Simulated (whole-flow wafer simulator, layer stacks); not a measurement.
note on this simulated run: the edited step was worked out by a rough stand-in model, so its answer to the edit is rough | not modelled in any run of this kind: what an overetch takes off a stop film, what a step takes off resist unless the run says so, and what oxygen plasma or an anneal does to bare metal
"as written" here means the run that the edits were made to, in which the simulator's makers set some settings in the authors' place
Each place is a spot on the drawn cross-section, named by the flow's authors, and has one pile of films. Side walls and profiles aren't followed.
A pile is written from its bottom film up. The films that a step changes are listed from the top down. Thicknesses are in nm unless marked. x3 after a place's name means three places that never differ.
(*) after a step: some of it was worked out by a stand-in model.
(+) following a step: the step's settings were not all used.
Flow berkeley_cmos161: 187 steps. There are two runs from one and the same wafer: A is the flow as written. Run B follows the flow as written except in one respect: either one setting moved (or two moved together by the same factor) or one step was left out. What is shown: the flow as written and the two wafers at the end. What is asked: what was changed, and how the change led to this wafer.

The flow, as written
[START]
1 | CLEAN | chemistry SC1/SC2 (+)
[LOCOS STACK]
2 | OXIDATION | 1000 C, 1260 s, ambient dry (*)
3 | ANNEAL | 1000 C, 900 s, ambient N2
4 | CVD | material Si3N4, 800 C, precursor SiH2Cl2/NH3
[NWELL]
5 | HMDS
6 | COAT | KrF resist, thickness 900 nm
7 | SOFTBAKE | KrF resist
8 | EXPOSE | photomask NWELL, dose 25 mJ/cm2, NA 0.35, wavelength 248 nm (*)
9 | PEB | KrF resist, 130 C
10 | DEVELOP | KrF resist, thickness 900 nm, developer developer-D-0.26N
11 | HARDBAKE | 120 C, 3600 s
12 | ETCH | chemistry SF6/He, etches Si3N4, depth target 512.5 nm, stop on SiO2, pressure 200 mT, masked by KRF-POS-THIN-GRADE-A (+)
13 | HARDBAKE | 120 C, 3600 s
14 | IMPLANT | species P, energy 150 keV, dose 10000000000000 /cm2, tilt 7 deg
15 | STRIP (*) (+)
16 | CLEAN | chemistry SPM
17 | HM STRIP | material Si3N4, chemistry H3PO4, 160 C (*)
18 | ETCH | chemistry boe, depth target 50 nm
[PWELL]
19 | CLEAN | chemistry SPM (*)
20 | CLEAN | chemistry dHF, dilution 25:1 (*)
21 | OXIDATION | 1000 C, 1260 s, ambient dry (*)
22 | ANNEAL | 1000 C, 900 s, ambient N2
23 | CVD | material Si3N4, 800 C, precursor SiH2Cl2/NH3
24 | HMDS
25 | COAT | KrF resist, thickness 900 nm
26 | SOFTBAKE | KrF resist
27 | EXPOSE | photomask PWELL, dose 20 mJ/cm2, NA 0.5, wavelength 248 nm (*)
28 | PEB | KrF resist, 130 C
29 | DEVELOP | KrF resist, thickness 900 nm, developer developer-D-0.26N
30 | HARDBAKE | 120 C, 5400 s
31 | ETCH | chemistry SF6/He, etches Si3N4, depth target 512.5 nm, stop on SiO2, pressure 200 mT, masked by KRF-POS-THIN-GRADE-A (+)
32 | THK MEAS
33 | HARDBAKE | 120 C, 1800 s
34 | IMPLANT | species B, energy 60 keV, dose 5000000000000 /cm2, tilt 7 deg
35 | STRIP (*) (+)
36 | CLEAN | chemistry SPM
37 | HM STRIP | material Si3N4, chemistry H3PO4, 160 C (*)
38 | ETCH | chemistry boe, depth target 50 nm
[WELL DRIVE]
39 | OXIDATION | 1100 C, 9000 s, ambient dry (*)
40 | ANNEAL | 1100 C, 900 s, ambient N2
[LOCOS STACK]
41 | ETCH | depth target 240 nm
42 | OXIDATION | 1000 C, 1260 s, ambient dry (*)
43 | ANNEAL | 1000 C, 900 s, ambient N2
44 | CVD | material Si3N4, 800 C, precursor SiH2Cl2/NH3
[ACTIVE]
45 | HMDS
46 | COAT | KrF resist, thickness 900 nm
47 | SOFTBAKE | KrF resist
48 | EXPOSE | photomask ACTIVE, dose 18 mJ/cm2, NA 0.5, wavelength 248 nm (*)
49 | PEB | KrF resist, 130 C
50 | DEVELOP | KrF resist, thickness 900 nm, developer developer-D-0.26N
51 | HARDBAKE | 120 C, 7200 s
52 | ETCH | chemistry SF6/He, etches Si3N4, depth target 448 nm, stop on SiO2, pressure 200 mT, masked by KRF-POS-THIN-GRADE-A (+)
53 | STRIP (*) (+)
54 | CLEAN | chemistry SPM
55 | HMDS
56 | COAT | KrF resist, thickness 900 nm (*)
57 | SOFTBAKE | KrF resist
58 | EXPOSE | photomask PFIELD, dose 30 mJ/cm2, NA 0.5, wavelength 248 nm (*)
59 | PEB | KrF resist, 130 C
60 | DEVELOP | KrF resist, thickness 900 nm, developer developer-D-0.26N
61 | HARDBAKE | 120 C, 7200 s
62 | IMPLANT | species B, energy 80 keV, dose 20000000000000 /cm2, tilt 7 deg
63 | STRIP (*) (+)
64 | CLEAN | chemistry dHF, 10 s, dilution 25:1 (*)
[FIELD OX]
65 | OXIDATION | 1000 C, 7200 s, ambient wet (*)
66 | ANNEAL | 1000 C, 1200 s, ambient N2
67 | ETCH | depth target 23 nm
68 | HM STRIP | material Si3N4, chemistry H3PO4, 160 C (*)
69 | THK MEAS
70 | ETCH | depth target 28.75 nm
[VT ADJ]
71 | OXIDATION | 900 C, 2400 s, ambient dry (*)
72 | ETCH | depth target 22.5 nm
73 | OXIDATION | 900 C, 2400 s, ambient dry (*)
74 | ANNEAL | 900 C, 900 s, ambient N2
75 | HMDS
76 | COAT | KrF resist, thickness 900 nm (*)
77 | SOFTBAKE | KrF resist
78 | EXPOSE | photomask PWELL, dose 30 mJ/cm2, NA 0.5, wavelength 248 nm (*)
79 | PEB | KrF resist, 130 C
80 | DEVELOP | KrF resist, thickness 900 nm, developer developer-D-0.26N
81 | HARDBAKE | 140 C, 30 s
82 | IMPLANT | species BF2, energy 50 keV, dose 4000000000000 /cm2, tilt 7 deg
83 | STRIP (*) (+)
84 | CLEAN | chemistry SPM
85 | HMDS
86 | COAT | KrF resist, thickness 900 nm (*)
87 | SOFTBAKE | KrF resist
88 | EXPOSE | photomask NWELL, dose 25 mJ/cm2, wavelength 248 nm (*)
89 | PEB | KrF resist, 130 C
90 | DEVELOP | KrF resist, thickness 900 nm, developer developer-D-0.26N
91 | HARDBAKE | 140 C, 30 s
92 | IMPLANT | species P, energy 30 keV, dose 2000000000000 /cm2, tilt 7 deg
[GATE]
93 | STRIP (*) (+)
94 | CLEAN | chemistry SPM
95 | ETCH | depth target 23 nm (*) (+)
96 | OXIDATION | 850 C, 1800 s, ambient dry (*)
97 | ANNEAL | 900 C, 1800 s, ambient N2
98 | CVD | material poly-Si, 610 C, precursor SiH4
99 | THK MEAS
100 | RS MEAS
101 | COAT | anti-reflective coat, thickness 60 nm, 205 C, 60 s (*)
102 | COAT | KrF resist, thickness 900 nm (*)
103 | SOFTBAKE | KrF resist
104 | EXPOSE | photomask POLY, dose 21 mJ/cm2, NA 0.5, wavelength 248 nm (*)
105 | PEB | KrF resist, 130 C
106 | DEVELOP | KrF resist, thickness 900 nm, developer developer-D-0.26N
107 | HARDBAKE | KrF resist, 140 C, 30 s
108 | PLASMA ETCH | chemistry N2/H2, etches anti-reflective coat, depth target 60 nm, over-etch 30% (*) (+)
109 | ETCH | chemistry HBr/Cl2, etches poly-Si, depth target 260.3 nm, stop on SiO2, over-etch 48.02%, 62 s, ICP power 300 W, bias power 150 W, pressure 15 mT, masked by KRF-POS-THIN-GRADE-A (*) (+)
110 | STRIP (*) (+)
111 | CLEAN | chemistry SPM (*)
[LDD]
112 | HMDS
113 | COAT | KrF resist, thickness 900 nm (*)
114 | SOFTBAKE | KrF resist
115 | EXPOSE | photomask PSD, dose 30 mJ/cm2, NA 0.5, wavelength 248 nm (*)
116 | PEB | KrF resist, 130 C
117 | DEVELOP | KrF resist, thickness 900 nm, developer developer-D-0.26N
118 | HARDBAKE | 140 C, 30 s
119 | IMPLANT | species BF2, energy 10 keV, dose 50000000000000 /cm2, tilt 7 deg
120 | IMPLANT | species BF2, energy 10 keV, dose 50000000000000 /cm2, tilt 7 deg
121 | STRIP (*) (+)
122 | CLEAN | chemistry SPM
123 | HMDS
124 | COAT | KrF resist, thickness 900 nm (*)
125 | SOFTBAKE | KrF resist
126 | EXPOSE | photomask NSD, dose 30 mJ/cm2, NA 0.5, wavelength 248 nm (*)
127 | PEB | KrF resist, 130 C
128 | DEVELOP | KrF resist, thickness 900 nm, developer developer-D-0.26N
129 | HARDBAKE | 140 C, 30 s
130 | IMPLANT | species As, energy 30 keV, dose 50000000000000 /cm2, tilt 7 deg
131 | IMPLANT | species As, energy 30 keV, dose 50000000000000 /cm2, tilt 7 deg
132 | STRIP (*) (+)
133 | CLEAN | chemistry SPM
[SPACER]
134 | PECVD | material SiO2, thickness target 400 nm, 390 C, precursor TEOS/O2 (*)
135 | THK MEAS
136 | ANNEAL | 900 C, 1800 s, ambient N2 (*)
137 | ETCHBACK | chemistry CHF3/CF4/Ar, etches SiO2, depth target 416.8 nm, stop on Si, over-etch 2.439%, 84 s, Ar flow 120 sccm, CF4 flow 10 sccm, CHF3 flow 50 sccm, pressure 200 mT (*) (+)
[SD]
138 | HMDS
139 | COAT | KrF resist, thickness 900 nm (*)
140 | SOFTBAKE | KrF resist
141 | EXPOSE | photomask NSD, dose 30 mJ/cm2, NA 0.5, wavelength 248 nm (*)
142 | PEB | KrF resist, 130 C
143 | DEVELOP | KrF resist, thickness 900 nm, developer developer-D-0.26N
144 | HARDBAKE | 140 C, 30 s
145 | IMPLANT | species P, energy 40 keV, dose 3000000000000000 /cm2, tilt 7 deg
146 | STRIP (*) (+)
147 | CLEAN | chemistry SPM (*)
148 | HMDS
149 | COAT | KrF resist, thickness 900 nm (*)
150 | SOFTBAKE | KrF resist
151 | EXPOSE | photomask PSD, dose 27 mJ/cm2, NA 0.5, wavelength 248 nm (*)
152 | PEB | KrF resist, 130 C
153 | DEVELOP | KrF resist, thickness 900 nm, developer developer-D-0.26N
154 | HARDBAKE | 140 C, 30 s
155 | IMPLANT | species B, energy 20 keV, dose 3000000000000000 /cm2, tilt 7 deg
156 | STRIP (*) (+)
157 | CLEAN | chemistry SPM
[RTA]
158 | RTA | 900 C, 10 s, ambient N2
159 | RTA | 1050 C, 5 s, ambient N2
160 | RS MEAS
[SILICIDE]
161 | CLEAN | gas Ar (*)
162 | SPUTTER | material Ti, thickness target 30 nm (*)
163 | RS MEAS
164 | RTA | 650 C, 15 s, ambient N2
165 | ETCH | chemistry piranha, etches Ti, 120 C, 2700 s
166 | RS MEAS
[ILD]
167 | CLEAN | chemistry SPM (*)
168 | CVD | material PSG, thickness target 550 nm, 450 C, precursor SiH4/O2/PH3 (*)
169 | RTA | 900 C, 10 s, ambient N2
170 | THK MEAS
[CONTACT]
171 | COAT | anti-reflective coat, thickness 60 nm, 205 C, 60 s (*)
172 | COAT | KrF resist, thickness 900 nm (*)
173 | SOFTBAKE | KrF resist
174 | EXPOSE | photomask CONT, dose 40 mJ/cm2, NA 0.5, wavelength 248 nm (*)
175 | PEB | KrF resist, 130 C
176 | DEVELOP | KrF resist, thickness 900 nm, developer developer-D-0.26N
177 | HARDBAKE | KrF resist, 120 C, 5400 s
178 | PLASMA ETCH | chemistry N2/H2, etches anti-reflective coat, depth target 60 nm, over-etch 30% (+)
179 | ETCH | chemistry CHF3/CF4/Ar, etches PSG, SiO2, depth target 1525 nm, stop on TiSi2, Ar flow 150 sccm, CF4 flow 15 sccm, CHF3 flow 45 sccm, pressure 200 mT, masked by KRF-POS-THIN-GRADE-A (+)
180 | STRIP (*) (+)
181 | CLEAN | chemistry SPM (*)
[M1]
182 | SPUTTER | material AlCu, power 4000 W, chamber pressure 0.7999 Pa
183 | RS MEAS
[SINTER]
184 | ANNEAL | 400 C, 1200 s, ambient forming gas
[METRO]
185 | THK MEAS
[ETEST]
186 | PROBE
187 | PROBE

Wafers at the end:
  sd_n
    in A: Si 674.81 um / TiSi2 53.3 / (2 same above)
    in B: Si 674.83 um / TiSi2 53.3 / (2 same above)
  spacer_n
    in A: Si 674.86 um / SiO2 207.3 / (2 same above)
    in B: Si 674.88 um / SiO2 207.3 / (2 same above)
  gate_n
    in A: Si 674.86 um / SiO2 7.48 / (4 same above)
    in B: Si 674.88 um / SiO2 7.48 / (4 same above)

The reason: step 39, OXIDATION: 5400 s was run, while the flow as written has 9000 s.

The path from the change to this, step by step:
  39 | OXIDATION | 1100 C, 9000 s, ambient dry (*)
      field, sd_n, spacer_n and 6 more: A +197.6 SiO2 (new film), -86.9 Si | B +144.5 SiO2 (new film), -63.6 Si
  41 | ETCH | depth target 240 nm
      field, sd_n, spacer_n and 6 more: A -197.6 SiO2 (all of it) | B -144.5 SiO2 (all of it)
